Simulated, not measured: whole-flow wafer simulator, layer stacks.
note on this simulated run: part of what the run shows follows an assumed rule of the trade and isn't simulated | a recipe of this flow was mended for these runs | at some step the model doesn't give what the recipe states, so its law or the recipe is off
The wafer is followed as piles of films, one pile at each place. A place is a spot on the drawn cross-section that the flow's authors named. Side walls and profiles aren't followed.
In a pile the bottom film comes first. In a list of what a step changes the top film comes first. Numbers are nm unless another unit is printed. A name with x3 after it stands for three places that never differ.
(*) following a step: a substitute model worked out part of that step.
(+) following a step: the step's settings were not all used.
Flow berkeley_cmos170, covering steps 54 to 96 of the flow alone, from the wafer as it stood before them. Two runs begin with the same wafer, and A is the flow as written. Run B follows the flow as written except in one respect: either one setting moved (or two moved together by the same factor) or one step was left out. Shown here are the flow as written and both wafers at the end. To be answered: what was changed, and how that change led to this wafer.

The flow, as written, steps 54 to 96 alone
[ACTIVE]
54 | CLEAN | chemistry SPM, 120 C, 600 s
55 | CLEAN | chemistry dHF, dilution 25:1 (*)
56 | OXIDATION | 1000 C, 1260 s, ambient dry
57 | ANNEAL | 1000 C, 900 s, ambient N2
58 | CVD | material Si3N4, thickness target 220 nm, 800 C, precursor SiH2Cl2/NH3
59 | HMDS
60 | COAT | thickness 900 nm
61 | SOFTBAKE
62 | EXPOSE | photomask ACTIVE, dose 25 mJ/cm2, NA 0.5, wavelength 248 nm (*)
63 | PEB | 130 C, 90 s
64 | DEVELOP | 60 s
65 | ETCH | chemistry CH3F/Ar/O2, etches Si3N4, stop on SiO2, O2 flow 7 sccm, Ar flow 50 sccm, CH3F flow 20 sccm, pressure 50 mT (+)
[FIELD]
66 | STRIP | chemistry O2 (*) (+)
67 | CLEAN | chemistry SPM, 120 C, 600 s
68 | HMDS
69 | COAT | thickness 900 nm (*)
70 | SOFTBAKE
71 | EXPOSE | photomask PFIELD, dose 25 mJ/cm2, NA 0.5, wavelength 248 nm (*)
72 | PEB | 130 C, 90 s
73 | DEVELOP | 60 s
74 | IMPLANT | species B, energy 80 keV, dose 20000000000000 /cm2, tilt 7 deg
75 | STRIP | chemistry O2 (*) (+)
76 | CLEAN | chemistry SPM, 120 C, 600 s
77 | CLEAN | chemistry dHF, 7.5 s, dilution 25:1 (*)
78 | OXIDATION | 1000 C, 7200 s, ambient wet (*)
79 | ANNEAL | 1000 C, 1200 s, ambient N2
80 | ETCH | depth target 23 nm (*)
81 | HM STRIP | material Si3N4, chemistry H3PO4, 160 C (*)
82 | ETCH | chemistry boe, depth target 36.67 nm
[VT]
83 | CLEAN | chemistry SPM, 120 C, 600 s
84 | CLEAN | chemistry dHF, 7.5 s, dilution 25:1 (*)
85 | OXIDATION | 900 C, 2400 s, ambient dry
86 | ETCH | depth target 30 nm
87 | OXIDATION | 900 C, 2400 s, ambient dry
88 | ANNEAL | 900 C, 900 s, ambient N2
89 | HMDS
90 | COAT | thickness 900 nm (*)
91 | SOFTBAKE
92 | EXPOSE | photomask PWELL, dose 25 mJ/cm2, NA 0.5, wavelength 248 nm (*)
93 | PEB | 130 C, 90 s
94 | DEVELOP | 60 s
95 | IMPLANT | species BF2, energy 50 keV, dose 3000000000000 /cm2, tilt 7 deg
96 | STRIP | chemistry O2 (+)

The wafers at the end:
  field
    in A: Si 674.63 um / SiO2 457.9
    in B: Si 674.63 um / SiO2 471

Cause: step 82, ETCH: depth target 23.47 nm was run, whereas the flow has depth target 36.67 nm.

Step by step, how the change led to this:
  82 | ETCH | chemistry boe, depth target 36.67 nm
      field: A SiO2 loses 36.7 | B SiO2 loses 23.5
